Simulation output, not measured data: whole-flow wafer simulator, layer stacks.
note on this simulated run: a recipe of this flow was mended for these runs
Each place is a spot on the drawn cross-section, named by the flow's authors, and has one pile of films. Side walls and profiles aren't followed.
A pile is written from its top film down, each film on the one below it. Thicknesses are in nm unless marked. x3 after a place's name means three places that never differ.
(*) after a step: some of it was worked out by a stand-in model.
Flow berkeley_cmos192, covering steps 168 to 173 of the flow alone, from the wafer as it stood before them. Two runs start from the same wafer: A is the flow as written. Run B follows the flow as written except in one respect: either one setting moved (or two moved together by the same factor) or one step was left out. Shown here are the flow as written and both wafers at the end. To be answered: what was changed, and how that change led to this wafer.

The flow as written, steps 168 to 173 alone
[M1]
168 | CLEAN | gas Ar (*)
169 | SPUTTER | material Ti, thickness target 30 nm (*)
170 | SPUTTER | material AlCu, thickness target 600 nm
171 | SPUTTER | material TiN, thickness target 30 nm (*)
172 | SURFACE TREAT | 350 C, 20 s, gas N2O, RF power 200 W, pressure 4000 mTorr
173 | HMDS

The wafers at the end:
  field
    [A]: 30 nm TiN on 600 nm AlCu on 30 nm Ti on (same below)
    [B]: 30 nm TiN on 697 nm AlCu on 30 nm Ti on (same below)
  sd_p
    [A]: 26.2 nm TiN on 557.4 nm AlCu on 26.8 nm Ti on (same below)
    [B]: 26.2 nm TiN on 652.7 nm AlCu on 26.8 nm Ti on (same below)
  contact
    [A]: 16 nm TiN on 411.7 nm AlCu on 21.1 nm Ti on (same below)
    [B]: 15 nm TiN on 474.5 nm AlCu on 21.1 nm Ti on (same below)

What caused this: step 170, SPUTTER: thickness target 697 nm was run, whereas the flow has thickness target 600 nm.
One can read it off the wafer: field has AlCu 697, and step 170 as written asks for 600 nm.

The path from the change to this, step by step:
  170 | SPUTTER | material AlCu, thickness target 600 nm
      field, sd_n, spacer_n, gate, spacer_p, gate_p, m1: A AlCu gains 600 (new film) | B AlCu gains 697 (new film)
      sd_p: A AlCu gains 557.4 (new film) | B AlCu gains 652.7 (new film)
      (as well as at 1 more place)
  171 | SPUTTER | material TiN, thickness target 30 nm (*)
      contact: A TiN gains 16 (new film) | B TiN gains 15 (new film)
